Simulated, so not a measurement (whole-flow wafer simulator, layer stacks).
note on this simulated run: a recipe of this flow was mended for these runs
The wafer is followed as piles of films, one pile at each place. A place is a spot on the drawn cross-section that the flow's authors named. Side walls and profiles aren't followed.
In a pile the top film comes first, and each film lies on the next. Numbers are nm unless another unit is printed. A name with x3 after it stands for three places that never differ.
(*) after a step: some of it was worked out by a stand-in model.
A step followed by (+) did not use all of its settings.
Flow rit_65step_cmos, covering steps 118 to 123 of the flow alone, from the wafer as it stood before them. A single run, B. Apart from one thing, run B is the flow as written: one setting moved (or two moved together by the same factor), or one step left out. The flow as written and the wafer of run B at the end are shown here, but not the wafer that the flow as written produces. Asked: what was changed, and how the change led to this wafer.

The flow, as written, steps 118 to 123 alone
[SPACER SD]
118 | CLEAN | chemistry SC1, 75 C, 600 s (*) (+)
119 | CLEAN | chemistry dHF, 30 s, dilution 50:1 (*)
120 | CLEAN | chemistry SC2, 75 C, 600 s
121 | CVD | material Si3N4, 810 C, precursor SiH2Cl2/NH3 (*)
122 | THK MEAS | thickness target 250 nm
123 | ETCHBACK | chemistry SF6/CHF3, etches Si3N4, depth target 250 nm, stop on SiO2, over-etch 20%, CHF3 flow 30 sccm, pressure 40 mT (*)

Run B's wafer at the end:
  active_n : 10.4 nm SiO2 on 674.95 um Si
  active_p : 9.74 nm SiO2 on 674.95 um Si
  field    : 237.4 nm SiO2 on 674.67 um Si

The reason: step 119, CLEAN: 36 s was run, though the flow has 30 s.

Step by step, how the change led to this:
  119 | CLEAN | chemistry dHF, 30 s, dilution 50:1 (*)
      field, active_n, gate_n, spacer, sd_n x3: SiO2 loses 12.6 (in the flow as written it would be: SiO2 loses 10.5)
      field_p, active_p, gate_p, spacer_p, sd_p: SiO2 loses 13.3 (in the flow as written it would be: SiO2 loses 11.1)
      (and at 2 other places as well)
